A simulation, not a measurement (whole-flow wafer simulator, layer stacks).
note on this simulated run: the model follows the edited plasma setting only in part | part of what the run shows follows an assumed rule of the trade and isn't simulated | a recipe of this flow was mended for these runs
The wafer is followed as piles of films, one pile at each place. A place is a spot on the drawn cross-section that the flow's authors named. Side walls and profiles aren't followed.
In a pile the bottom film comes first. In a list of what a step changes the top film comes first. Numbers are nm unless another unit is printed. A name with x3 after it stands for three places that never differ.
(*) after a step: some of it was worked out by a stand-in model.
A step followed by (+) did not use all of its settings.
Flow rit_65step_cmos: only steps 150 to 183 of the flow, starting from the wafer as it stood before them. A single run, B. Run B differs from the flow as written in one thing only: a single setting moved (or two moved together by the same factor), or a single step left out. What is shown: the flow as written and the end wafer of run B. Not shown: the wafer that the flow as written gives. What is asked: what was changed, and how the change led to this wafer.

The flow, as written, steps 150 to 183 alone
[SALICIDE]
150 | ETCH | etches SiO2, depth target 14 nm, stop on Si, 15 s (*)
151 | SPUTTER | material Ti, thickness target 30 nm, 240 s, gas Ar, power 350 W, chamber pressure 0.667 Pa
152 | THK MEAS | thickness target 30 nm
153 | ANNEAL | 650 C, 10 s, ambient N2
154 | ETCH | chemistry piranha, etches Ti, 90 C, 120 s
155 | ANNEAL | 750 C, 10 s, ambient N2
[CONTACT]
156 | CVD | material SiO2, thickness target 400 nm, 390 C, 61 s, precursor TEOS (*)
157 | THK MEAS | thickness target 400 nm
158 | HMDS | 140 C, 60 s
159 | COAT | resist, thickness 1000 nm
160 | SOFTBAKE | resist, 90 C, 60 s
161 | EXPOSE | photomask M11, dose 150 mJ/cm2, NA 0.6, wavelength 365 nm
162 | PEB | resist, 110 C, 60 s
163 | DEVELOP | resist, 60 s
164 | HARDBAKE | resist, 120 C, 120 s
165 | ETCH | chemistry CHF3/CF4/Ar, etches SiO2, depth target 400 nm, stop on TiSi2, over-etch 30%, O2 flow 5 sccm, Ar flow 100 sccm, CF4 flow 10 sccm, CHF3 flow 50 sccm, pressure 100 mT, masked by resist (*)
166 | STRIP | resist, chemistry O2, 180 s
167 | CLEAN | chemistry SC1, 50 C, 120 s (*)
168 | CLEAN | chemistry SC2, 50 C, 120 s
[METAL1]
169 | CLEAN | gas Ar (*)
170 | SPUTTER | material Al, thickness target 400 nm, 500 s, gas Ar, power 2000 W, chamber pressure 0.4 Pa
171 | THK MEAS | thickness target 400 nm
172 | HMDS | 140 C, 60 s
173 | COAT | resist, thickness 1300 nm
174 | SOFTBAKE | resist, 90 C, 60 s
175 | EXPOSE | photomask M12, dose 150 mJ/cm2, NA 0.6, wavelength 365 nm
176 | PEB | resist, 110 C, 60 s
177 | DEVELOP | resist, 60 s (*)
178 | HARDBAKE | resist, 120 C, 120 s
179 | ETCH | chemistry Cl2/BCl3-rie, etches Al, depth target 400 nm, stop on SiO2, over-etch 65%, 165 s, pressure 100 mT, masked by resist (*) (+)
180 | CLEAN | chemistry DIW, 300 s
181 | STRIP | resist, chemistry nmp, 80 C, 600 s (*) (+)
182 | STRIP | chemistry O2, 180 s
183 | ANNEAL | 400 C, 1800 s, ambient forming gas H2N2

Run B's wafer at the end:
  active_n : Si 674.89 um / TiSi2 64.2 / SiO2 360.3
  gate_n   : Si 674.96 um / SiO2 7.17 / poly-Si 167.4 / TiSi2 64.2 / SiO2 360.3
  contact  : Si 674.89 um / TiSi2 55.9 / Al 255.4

Cause: step 151, SPUTTER: power 402 W was run, while the flow as written has power 350 W.

The path from the change to this, step by step:
  151 | SPUTTER | material Ti, thickness target 30 nm, 240 s, gas Ar, power 350 W, chamber pressure 0.667 Pa
      field, field_pw, field_nw and 11 more: Ti gains 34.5 (new film) (in the flow as written it would be: Ti gains 30 (new film))
  153 | ANNEAL | 650 C, 10 s, ambient N2
      active_n, active_p, sd_n, sd_p, contact, m1: Ti loses 26.9, TiSi first gains 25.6 (new film), TiSi2 C49 gains 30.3 (new film), Si loses 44 (in the flow as written it would be: Ti loses 23.4, TiSi first gains 15 (new film), TiSi2 C49 gains 37.2 (new film), Si loses 43.1)
      gate_n, gate_p: Ti loses 26.9, TiSi first gains 25.6 (new film), TiSi2 C49 gains 30.3 (new film), poly-Si loses 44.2 (in the flow as written it would be: Ti loses 23.4, TiSi first gains 15 (new film), TiSi2 C49 gains 37.2 (new film), poly-Si loses 43.3)
  154 | ETCH | chemistry piranha, etches Ti, 90 C, 120 s
      active_n, active_p, gate_n, gate_p, sd_n, sd_p, contact, m1: Ti loses 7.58 (all of it), TiSi first loses 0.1 (in the flow as written it would be: Ti loses 6.6 (all of it), TiSi first loses 0.1)
      field, field_pw, field_nw, field_p, spacer, spacer_p: Ti loses 34.5 (all of it) (in the flow as written it would be: Ti loses 30 (all of it))
  155 | ANNEAL | 750 C, 10 s, ambient N2
      active_n, active_p, sd_n, sd_p, contact, m1: TiSi2 gains 64.2 (new film), TiSi first loses 25.5 (all of it), TiSi2 C49 loses 30.3 (all of it), Si loses 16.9 (in the flow as written it would be: TiSi2 gains 55.9 (new film), TiSi first loses 14.9 (all of it), TiSi2 C49 loses 37.2 (all of it), Si loses 9.91)
      gate_n, gate_p: TiSi2 gains 64.2 (new film), TiSi first loses 25.5 (all of it), TiSi2 C49 loses 30.3 (all of it), poly-Si loses 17 (in the flow as written it would be: TiSi2 gains 55.9 (new film), TiSi first loses 14.9 (all of it), TiSi2 C49 loses 37.2 (all of it), poly-Si loses 9.95)
